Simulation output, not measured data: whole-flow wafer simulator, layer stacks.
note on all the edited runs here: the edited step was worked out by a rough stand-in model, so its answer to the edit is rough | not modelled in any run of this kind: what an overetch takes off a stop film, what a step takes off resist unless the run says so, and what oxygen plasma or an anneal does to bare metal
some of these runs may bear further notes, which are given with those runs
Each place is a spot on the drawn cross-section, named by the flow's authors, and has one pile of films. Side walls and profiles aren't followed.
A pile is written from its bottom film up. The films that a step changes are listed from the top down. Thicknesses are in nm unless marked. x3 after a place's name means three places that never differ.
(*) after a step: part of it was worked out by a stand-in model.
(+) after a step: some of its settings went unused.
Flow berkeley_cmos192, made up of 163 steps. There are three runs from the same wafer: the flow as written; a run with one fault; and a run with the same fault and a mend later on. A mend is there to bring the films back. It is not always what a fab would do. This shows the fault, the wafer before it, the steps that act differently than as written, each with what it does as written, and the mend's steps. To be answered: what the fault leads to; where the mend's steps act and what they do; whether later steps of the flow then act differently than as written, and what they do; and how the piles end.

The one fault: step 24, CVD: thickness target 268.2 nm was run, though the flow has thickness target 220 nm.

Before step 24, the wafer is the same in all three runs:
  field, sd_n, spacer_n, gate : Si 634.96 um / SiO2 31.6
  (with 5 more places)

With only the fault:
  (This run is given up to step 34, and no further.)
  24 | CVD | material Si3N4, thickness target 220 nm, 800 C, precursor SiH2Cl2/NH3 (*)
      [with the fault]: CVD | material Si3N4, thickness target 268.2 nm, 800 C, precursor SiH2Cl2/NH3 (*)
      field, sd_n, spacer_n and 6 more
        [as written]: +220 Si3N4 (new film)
        [with the fault]: +268.2 Si3N4 (new film)
  Later steps of the flow acting differently than as written:
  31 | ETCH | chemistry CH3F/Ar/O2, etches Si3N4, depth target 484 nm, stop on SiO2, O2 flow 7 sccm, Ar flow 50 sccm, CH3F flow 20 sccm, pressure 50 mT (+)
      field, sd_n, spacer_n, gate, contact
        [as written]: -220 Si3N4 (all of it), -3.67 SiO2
        [with the fault]: -268.2 Si3N4 (all of it), -3.67 SiO2
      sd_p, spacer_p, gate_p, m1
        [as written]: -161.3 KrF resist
        [with the fault]: -193.5 KrF resist
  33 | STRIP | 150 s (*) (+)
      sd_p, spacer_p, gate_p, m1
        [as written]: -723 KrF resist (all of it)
        [with the fault]: -690.9 KrF resist (all of it)
  Once step 34 is done, the piles at sd_p, spacer_p, gate_p, m1 depart from the flow's by more than 2% or 0.5 nm, whichever is larger.
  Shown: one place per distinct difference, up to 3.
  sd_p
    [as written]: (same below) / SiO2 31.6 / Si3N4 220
    [with the fault]: (same below) / SiO2 31.6 / Si3N4 268.2

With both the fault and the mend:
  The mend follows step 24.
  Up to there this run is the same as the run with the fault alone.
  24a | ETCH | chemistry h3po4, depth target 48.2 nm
      field, sd_n, spacer_n and 6 more
        -48.2 Si3N4
  None of the later steps of the flow acts differently than as written at any place that is followed.
  By the end, the piles equal the flow's at every place that both follow.
